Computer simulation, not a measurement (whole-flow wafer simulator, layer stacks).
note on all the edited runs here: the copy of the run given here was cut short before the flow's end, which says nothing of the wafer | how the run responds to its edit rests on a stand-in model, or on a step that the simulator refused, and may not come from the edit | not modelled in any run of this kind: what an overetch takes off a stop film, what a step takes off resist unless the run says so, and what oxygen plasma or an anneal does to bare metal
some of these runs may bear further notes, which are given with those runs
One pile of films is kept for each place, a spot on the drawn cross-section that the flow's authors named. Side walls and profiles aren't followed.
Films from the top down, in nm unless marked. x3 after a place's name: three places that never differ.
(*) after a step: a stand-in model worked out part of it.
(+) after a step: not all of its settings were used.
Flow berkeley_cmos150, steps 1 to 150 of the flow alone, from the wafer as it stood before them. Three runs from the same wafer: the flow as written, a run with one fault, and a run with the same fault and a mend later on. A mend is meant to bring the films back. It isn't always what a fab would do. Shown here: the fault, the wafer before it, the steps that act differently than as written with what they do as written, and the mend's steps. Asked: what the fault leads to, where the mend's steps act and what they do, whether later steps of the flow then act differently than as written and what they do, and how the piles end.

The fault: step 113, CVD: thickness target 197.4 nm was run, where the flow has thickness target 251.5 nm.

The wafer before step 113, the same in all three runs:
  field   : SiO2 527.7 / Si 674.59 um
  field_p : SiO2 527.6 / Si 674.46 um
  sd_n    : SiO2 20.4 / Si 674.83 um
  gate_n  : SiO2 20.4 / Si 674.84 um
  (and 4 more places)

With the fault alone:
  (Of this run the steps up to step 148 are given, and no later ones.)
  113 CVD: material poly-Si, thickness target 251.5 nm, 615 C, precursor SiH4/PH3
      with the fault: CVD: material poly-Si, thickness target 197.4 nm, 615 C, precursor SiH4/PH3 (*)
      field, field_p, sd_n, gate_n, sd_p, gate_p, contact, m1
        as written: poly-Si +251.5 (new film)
        with the fault: poly-Si +197.4 (new film)
  Later steps of the flow that act differently than as written (7 more steps differ only slightly, by at most 2% or 0.5 nm, whichever is larger, and aren't shown):
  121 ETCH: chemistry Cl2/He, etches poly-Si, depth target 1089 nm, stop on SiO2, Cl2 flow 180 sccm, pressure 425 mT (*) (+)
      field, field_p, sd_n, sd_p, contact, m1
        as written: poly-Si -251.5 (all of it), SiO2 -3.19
        with the fault: poly-Si -197.4 (all of it), SiO2 -3.19
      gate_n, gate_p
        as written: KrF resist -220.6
        with the fault: KrF resist -182
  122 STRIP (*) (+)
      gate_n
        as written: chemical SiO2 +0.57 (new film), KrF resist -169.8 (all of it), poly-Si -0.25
        with the fault: chemical SiO2 +0.59 (new film), KrF resist -207 (all of it), poly-Si -0.26
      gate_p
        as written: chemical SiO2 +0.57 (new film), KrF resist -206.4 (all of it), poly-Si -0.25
        with the fault: chemical SiO2 +0.59 (new film), KrF resist -243.4 (all of it), poly-Si -0.26
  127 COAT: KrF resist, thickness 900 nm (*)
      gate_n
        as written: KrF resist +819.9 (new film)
        with the fault: KrF resist +856.9 (new film)
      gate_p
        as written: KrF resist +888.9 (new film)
        with the fault: KrF resist +926.7 (new film)
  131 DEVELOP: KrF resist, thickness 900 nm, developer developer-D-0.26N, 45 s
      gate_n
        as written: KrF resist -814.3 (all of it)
        with the fault: KrF resist -851 (all of it)
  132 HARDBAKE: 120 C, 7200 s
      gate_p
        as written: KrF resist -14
        with the fault: KrF resist -14.6
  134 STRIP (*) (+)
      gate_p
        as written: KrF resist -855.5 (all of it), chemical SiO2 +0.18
        with the fault: KrF resist -892.4 (all of it), chemical SiO2 +0.18
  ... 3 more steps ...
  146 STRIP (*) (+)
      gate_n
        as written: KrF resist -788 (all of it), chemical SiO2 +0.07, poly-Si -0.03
        with the fault: KrF resist -824.1 (all of it), chemical SiO2 +0.07, poly-Si -0.03
  After step 148 the piles differ from the flow's by more than 2% or 0.5 nm, whichever is larger, at gate_n, gate_p.
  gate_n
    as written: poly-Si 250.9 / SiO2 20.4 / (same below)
    with the fault: poly-Si 196.8 / SiO2 20.4 / (same below)
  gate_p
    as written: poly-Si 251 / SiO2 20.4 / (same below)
    with the fault: poly-Si 196.9 / SiO2 20.4 / (same below)

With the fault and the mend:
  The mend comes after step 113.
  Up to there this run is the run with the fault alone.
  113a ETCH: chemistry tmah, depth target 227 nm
      field, field_p, sd_n, gate_n, sd_p, gate_p, contact, m1
        poly-Si -197.4 (all of it)
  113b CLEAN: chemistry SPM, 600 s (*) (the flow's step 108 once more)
      changes no film at any place that is followed
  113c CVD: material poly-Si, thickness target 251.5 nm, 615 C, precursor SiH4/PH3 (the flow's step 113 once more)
      field, field_p, sd_n, gate_n, sd_p, gate_p, contact, m1
        poly-Si +251.5 (new film)
  No later step of the flow acts differently than as written at any place that is followed.
  At the end the piles are the same as the flow's at every place that both follow.
